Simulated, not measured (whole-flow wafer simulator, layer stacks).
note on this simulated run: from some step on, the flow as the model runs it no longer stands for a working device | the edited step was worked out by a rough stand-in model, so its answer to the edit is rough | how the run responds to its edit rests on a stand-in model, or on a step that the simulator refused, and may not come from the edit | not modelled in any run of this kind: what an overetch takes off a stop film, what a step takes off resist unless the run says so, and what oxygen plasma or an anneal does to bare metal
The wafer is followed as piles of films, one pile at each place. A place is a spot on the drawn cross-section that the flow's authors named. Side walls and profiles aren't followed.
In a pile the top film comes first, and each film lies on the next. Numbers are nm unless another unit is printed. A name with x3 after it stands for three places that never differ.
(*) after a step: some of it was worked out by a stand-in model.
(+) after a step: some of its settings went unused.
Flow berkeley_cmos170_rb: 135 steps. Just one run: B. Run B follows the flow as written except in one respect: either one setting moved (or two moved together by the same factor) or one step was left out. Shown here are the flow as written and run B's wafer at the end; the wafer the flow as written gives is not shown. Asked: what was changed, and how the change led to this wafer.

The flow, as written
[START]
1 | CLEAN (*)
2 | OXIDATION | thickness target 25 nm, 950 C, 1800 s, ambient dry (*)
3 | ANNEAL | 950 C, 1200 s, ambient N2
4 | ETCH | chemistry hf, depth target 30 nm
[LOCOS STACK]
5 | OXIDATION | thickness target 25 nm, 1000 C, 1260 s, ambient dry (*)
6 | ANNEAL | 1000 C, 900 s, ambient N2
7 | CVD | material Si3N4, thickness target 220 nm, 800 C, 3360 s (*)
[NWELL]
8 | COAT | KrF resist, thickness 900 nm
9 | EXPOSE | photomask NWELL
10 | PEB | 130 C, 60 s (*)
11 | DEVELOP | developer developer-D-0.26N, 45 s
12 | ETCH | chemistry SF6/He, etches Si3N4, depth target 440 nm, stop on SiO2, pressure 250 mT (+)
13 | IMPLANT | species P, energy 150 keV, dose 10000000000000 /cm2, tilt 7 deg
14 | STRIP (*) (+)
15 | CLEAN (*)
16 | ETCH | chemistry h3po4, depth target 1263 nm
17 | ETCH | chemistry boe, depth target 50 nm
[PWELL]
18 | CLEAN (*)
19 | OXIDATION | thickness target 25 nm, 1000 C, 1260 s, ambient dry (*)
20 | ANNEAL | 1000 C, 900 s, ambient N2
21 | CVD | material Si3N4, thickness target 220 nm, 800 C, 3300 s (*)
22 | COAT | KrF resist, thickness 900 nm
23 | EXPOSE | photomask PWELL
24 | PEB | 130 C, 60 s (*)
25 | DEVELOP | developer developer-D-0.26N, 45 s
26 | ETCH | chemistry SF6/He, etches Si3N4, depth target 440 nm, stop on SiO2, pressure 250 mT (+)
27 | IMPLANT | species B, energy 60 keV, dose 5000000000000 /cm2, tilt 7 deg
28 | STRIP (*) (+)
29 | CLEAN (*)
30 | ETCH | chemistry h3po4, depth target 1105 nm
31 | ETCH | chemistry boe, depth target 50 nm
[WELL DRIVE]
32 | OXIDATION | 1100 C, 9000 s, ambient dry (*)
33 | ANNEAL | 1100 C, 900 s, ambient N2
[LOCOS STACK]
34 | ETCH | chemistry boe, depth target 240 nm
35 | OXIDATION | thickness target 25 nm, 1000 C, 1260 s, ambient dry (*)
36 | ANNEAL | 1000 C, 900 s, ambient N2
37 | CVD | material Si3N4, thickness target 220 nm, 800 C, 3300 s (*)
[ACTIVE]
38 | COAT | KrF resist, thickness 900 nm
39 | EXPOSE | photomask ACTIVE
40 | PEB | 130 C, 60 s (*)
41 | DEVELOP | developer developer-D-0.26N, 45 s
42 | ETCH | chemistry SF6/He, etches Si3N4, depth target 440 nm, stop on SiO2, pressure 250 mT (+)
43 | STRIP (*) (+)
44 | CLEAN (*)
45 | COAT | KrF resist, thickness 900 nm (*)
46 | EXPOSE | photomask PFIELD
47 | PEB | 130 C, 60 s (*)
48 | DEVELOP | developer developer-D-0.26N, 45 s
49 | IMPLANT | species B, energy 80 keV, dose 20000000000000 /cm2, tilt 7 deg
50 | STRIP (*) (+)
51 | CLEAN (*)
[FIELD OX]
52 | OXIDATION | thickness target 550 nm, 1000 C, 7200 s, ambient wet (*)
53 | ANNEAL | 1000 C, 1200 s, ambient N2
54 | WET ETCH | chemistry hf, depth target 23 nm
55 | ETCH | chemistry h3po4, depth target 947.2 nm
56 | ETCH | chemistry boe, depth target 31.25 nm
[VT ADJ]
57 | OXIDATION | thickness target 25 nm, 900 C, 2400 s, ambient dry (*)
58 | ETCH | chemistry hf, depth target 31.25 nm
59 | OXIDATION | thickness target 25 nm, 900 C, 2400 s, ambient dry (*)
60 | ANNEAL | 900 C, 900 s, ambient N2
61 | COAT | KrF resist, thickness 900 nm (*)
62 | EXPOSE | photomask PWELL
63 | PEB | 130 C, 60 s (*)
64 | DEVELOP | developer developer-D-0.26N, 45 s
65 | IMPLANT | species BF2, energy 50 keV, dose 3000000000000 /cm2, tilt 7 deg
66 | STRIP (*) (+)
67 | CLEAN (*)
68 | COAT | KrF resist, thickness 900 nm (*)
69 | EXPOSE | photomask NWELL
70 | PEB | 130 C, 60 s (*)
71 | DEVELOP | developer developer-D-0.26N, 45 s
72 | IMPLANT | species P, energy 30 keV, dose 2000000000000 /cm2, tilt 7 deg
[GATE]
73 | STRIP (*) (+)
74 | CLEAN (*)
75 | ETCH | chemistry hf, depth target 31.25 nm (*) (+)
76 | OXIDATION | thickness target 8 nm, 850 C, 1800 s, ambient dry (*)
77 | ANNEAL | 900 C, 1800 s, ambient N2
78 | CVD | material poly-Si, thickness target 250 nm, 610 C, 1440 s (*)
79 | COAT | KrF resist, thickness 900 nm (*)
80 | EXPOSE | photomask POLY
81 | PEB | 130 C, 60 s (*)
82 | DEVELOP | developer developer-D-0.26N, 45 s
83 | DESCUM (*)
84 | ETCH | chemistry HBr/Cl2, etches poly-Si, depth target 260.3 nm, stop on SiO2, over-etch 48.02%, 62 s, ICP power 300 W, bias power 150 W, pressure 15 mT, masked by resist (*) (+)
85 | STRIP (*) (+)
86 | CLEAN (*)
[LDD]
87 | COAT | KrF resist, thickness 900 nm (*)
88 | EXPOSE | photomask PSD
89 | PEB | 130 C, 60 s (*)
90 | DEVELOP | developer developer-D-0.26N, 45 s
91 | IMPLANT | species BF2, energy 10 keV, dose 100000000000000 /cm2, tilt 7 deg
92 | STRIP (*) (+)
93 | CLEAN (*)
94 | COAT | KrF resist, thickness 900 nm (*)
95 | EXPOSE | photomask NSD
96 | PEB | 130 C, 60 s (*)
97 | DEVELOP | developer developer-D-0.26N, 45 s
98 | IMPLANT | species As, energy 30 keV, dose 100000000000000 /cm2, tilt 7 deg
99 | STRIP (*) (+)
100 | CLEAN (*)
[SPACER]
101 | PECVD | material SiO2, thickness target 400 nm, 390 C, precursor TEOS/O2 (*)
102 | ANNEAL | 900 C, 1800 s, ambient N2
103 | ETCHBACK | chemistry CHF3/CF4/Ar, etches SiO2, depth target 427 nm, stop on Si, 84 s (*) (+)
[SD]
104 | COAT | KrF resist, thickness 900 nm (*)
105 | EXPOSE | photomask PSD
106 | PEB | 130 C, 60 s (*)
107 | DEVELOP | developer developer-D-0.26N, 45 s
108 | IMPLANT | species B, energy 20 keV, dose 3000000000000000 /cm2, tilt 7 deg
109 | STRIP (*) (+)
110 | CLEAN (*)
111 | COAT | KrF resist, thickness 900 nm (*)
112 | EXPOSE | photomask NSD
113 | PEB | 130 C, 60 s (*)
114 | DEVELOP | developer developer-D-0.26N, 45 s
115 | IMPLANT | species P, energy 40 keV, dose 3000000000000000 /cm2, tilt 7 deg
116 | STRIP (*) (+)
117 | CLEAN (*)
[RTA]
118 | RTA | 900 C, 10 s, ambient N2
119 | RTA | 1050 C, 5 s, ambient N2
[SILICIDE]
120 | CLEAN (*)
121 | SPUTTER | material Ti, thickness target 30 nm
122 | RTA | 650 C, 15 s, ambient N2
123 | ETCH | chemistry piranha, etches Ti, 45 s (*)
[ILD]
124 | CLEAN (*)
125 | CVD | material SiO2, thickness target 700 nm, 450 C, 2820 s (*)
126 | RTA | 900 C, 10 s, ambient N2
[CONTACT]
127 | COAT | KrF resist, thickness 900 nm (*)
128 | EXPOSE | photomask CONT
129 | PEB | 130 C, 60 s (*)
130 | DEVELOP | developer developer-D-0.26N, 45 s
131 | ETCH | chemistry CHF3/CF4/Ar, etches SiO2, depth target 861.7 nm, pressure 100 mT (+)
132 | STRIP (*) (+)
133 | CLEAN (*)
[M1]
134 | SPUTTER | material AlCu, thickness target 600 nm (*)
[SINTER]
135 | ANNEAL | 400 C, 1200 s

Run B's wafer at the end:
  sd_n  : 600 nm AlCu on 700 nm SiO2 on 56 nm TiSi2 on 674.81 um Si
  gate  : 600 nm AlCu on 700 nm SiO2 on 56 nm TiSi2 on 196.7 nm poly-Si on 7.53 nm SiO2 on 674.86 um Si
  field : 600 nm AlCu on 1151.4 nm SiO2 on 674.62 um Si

The reason: step 35, OXIDATION: 800 C was run, though the flow has 1000 C.

Step by step, how the change led to this:
  35 | OXIDATION | thickness target 25 nm, 1000 C, 1260 s, ambient dry (*)
      field, sd_n, spacer_n and 6 more: +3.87 SiO2 (new film), -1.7 Si (in the flow as written it would be: +26.6 SiO2 (new film), -11.7 Si)
  52 | OXIDATION | thickness target 550 nm, 1000 C, 7200 s, ambient wet (*)
      gate, sd_p: +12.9 SiO2 (new film), -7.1 Si3N4 (in the flow as written it would be: +12.9 SiO2 (new film), -7.1 Si3N4, +0.08 SiO2, -0.08 Si)
      sd_n: +12.9 SiO2 (new film), -7.1 Si3N4 (in the flow as written it would be: +12.9 SiO2 (new film), -7.1 Si3N4, +2.22 SiO2, -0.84 Si)
      (as well as at 2 more places)
  56 | ETCH | chemistry boe, depth target 31.25 nm
      spacer_n, gate, sd_p, spacer_p, gate_p, contact: -3.87 SiO2 (all of it) (in the flow as written it would be: -26.6 SiO2 (all of it))
      sd_n: -3.87 SiO2 (all of it) (in the flow as written it would be: -28.8 SiO2 (all of it))
      (as well as at 1 more place)
